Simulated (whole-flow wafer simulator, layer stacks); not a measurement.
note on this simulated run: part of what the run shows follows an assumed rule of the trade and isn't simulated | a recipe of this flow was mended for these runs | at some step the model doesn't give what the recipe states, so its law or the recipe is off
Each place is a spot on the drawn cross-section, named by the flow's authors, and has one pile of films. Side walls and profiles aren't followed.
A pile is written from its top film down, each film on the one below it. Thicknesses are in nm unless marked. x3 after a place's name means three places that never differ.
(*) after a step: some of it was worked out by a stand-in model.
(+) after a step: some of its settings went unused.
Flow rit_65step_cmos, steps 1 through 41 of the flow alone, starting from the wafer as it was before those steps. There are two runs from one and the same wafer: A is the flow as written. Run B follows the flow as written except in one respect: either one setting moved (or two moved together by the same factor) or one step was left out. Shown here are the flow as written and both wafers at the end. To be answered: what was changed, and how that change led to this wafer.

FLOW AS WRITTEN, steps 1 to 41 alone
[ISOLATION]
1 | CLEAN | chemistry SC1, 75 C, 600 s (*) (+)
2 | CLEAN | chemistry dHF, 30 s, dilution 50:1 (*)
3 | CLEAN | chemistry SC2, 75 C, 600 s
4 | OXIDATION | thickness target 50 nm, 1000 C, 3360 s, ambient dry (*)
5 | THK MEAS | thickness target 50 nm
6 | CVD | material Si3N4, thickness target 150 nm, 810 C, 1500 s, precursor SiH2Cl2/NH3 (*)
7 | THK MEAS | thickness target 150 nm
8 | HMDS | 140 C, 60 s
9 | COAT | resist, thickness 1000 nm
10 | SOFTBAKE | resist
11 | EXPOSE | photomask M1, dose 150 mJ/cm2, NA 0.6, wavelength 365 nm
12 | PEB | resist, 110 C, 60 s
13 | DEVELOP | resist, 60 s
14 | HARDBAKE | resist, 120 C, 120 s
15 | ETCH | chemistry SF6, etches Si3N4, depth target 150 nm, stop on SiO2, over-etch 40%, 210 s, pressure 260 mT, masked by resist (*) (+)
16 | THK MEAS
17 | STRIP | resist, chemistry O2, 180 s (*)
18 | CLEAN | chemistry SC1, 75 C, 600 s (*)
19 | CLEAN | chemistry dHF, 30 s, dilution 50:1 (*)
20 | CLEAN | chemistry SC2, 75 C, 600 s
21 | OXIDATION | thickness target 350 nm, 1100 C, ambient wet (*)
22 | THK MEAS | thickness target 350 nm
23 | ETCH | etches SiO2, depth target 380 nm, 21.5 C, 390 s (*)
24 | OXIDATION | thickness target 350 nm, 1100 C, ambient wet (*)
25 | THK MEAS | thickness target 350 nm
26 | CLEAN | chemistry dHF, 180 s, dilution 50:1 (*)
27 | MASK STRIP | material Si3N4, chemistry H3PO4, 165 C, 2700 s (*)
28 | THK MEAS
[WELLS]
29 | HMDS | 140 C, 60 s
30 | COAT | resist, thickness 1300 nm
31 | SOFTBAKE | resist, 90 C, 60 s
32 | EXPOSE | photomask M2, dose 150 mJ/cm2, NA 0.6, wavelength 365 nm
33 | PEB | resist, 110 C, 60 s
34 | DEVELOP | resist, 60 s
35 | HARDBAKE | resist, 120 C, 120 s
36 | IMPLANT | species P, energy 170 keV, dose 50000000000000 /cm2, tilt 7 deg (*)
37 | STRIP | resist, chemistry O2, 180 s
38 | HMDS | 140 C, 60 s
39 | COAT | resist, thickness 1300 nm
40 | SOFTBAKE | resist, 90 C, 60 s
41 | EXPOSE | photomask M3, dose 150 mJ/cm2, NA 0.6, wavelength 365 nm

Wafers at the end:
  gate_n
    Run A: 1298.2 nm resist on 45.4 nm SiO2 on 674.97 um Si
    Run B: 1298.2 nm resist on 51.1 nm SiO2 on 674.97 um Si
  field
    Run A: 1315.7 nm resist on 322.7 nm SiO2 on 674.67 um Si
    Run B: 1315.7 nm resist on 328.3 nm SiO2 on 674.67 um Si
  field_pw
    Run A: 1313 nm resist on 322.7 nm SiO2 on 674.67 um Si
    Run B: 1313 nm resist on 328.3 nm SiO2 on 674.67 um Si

The reason: step 27, MASK STRIP: 1274 s was run, though the flow has 2700 s.

Step by step, how the change led to this:
  27 | MASK STRIP | material Si3N4, chemistry H3PO4, 165 C, 2700 s (*)
      active_n, active_p, gate_n and 7 more: A -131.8 Si3N4 (all of it), -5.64 SiO2 | B -131.8 Si3N4 (all of it)
      field, field_pw, field_nw, field_p: A -10.7 SiO2 | B -5.04 SiO2
